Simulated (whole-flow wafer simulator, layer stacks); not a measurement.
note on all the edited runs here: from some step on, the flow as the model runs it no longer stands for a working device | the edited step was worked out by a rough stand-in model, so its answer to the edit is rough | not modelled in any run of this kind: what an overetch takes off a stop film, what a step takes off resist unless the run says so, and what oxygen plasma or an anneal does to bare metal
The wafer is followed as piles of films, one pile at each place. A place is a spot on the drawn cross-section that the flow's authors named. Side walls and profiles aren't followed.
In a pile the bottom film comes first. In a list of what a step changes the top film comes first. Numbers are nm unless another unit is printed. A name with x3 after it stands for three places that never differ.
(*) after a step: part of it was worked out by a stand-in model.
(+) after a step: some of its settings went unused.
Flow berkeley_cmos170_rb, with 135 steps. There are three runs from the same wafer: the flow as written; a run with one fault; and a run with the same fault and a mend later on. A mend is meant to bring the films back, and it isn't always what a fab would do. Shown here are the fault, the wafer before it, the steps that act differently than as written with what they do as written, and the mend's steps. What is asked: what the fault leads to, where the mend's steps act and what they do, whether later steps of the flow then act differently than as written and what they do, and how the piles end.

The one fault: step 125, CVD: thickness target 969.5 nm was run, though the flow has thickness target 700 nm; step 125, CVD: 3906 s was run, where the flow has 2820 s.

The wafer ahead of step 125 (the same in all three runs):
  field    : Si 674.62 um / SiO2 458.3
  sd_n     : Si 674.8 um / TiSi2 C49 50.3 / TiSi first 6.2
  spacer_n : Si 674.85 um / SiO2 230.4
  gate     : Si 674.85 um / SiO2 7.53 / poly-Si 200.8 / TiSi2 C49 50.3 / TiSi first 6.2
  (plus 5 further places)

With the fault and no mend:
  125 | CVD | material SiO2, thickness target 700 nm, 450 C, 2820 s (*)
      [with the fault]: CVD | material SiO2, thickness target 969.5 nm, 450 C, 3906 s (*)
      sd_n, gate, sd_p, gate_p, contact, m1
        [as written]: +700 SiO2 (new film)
        [with the fault]: +969.5 SiO2 (new film)
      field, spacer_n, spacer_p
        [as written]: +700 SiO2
        [with the fault]: +969.5 SiO2
  Steps further on in the flow that do not act as written (not shown: 3 more steps that differ only slightly, by at most 2% or 0.5 nm, whichever is larger):
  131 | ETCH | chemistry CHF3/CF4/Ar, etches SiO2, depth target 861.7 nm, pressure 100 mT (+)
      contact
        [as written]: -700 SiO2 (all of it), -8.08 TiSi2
        [with the fault]: -861.7 SiO2
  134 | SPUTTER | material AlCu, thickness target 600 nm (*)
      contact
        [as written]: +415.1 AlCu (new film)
        [with the fault]: +379.4 AlCu (new film)
  By the end, the piles at field, sd_n, spacer_n and 6 more depart from the flow's by more than 2% or 0.5 nm, whichever is larger.
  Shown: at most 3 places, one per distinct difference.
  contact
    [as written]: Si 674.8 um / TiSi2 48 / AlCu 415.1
    [with the fault]: Si 674.8 um / TiSi2 56 / SiO2 107.8 / AlCu 379.4
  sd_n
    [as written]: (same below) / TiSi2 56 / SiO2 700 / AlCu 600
    [with the fault]: (same below) / TiSi2 56 / SiO2 969.5 / AlCu 600
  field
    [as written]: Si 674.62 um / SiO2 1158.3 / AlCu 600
    [with the fault]: Si 674.62 um / SiO2 1427.8 / AlCu 600

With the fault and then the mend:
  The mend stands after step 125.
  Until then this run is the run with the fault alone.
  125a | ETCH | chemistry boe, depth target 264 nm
      field, sd_n, spacer_n and 6 more
        -264 SiO2
  None of the later steps of the flow differs from how it acts as written, at any place that is followed, by more than 2% or 0.5 nm, whichever is larger.
  The piles end only slightly different from the flow's at the places that both follow, by no more than 2% or 0.5 nm, whichever is larger.
